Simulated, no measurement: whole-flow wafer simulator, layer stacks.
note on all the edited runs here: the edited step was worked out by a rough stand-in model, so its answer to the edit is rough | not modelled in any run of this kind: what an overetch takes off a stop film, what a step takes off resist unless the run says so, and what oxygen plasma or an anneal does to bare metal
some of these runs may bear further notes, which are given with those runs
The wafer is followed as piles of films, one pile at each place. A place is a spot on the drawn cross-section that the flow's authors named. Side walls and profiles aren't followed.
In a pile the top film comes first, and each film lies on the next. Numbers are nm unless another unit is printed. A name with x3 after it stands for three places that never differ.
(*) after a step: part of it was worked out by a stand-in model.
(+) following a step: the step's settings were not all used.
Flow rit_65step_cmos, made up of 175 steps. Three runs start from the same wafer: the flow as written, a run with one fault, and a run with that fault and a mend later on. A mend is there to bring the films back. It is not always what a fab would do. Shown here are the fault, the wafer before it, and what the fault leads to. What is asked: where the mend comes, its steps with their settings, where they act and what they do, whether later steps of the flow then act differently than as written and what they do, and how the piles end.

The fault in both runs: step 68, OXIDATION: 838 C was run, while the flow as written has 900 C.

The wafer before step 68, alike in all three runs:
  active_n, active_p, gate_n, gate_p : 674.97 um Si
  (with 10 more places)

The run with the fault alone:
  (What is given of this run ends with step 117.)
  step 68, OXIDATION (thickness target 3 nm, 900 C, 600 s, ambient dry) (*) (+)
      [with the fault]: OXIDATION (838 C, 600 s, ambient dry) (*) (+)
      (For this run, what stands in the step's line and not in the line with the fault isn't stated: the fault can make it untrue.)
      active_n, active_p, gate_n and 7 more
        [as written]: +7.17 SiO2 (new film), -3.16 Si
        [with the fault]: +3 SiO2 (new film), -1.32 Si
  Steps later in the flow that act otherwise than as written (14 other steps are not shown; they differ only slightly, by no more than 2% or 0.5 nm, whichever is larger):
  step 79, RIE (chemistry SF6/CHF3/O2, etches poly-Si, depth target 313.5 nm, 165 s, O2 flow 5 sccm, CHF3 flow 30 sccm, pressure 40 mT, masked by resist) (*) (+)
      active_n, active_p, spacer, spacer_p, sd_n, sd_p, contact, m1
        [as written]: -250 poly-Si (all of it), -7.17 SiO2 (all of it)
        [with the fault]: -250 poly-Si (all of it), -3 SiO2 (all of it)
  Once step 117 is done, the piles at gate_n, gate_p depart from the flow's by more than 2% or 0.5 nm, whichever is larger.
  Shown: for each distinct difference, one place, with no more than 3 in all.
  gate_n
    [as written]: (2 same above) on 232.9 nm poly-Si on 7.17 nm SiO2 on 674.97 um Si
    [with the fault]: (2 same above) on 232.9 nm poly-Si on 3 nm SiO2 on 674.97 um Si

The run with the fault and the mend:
  After step 69 comes the mend.
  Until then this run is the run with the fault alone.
  step 69a, OXIDATION (900 C, 488.4 s, ambient dry) (*) (+) (the flow's step 68 again, with other settings)
      active_n, active_p, gate_n and 7 more
        +4 SiO2, -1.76 Si
  Every later step of the flow that is run acts as written, at every place that is followed, to within 2% or 0.5 nm, whichever is larger.
  When the end is reached, the piles differ only a little from the flow's at the places that both follow, at most by 2% or 0.5 nm, whichever is larger.
